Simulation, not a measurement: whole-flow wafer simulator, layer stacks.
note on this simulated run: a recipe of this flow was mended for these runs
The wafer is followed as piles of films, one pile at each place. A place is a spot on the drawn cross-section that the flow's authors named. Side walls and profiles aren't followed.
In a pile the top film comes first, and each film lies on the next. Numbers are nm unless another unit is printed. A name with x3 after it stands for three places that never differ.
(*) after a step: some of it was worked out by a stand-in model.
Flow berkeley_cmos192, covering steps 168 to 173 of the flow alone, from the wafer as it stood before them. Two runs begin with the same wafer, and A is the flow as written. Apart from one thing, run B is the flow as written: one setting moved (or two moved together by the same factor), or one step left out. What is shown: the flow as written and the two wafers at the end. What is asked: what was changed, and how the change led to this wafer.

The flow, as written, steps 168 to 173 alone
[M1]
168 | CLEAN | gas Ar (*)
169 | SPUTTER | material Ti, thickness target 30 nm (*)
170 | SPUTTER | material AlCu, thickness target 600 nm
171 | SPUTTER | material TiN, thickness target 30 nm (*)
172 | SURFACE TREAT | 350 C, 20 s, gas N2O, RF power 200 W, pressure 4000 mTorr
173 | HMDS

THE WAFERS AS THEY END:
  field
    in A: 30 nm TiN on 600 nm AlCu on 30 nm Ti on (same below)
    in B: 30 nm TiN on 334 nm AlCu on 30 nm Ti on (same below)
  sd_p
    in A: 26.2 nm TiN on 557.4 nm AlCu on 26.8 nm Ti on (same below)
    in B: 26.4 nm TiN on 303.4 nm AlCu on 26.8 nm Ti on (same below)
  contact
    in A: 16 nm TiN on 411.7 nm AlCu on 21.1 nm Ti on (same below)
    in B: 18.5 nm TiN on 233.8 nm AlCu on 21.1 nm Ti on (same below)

Cause: step 170, SPUTTER: thickness target 334 nm was run, while the flow as written has thickness target 600 nm.
The wafer lets one read it off: field has AlCu 334, and step 170 as written asks for 600 nm.

How this came from the change, step by step:
  170 | SPUTTER | material AlCu, thickness target 600 nm
      field, sd_n, spacer_n, gate, spacer_p, gate_p, m1: A AlCu gains 600 (new film) | B AlCu gains 334 (new film)
      sd_p: A AlCu gains 557.4 (new film) | B AlCu gains 303.4 (new film)
      (and at 1 other place as well)
  171 | SPUTTER | material TiN, thickness target 30 nm (*)
      contact: A TiN gains 16 (new film) | B TiN gains 18.5 (new film)
